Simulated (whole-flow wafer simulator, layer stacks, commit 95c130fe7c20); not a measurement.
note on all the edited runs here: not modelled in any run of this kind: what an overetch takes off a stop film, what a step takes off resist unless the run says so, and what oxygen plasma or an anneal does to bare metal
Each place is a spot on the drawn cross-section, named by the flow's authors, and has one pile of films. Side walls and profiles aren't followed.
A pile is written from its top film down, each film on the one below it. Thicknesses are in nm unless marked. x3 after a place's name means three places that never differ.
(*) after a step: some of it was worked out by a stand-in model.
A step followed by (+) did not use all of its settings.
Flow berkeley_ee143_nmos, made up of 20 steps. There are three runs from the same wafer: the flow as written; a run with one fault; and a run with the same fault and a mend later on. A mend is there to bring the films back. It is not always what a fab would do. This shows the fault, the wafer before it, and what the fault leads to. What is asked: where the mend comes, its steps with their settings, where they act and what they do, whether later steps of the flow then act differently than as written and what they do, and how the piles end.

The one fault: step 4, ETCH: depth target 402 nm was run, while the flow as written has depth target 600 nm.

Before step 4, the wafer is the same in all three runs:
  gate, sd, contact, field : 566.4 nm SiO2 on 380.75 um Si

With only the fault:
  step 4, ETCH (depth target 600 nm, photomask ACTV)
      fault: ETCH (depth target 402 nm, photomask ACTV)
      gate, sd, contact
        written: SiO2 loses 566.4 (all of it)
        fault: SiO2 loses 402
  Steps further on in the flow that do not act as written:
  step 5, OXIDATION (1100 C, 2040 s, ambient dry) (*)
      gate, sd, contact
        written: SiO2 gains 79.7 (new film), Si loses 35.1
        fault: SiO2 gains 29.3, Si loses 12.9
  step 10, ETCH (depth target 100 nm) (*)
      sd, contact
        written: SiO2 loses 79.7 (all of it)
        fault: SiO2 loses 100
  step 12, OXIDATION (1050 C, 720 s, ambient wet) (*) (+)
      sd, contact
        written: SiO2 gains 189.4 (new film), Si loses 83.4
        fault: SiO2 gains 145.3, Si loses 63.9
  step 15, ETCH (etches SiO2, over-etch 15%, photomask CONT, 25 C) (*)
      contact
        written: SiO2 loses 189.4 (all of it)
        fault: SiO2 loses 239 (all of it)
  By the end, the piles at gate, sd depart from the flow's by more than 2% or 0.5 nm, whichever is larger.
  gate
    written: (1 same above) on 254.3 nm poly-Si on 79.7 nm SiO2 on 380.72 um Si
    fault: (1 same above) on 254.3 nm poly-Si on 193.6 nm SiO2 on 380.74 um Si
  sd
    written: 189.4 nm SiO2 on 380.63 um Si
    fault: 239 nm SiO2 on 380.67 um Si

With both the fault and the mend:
  The mend follows step 4.
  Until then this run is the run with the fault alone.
  step 4a, ETCH (depth target 198 nm, photomask ACTV) (the flow's step 4, run once more with other settings)
      gate, sd, contact
        SiO2 loses 164.4 (all of it)
  Later steps of the flow that are run all act as written at every place that is followed.
  At every place that both follow, the piles at the end match the flow's.
